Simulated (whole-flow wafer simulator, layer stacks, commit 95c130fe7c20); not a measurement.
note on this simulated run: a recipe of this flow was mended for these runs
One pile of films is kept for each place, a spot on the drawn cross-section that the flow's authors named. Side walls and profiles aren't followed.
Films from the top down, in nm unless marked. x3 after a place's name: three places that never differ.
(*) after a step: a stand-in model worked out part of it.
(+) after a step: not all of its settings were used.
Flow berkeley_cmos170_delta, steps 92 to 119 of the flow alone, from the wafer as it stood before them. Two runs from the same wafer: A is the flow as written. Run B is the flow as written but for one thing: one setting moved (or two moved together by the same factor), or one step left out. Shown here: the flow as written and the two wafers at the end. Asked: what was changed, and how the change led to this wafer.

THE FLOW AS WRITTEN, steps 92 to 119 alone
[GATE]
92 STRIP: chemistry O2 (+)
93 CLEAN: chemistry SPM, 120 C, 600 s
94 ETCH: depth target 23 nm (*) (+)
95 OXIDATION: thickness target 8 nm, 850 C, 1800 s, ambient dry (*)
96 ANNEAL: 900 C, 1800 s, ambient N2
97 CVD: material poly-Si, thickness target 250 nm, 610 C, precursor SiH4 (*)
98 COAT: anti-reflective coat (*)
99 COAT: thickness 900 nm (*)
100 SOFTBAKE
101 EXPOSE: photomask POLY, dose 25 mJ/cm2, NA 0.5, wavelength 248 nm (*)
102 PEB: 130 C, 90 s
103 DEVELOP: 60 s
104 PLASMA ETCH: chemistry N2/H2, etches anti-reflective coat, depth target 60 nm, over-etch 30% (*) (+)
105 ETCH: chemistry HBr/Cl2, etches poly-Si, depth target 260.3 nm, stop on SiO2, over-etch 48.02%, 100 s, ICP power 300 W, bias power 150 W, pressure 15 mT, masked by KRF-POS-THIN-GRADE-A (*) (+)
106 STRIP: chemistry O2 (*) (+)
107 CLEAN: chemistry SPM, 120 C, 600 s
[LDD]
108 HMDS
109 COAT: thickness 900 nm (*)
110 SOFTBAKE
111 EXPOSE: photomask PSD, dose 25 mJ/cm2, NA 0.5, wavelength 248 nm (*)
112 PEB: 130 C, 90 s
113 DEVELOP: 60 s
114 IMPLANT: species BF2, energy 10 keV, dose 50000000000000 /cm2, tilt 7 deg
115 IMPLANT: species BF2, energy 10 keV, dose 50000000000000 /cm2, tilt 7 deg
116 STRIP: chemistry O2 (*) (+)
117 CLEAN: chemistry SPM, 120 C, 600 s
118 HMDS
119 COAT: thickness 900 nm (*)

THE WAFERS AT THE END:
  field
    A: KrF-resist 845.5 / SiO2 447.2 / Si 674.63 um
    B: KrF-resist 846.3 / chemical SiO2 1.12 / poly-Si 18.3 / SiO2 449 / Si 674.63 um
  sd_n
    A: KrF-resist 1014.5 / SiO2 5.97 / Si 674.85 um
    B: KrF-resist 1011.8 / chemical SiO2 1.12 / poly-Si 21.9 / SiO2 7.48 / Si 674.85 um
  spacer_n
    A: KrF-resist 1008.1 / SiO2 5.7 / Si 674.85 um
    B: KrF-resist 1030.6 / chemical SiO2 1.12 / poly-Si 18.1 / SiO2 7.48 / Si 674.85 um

The cause: step 97, CVD: thickness target 409 nm was run, where the flow has thickness target 250 nm.

How the change led to this, step by step:
  97 CVD: material poly-Si, thickness target 250 nm, 610 C, precursor SiH4 (*)
      field, sd_n, spacer_n and 6 more: A poly-Si +250 (new film) | B poly-Si +409 (new film)
  98 COAT: anti-reflective coat (*)
      field: A anti-reflective coat +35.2 (new film) | B anti-reflective coat +36.9 (new film)
      sd_n: A anti-reflective coat +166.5 (new film) | B anti-reflective coat +175.4 (new film)
      (and at 2 more places)
  104 PLASMA ETCH: chemistry N2/H2, etches anti-reflective coat, depth target 60 nm, over-etch 30% (*) (+)
      field: A anti-reflective coat -35.2 (all of it), poly-Si -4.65 | B anti-reflective coat -36.9 (all of it), poly-Si -4.9
      sd_n: A anti-reflective coat -166.5 (all of it), poly-Si -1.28 | B anti-reflective coat -175.4 (all of it), poly-Si -1.35
      (and at 2 more places)
  105 ETCH: chemistry HBr/Cl2, etches poly-Si, depth target 260.3 nm, stop on SiO2, over-etch 48.02%, 100 s, ICP power 300 W, bias power 150 W, pressure 15 mT, masked by KRF-POS-THIN-GRADE-A (*) (+)
      field: A poly-Si -245.4 (all of it), SiO2 -1.77 | B poly-Si -385.3
      sd_n: A poly-Si -248.7 (all of it), SiO2 -1.52 | B poly-Si -385.3
      (and at 5 more places)
  106 STRIP: chemistry O2 (*) (+)
      field, sd_n, spacer_n, sd_p, spacer_p, contact, m1: A nothing | B chemical SiO2 +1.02 (new film), poly-Si -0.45
  109 COAT: thickness 900 nm (*)
      spacer_n: A KrF-resist +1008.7 (new film) | B KrF-resist +1030.8 (new film)
      gate: A KrF-resist +758.7 (new film) | B KrF-resist +644.7 (new film)
      (and at 2 more places)
  113 DEVELOP: 60 s
      spacer_p: A KrF-resist -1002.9 (all of it) | B KrF-resist -1024.4 (all of it)
      gate_p: A KrF-resist -752.9 (all of it) | B KrF-resist -638.6 (all of it)
  116 STRIP: chemistry O2 (*) (+)
      spacer_n: A KrF-resist -991.4 (all of it) | B KrF-resist -1013.5 (all of it), chemical SiO2 +0.1, poly-Si -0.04
      gate: A KrF-resist -742.2 (all of it), chemical SiO2 +0.17 | B KrF-resist -628.4 (all of it), chemical SiO2 +0.17
  119 COAT: thickness 900 nm (*)
      spacer_n: A KrF-resist +1008.1 (new film) | B KrF-resist +1030.6 (new film)
      gate: A KrF-resist +758 (new film) | B KrF-resist +644.5 (new film)
      (and at 2 more places)
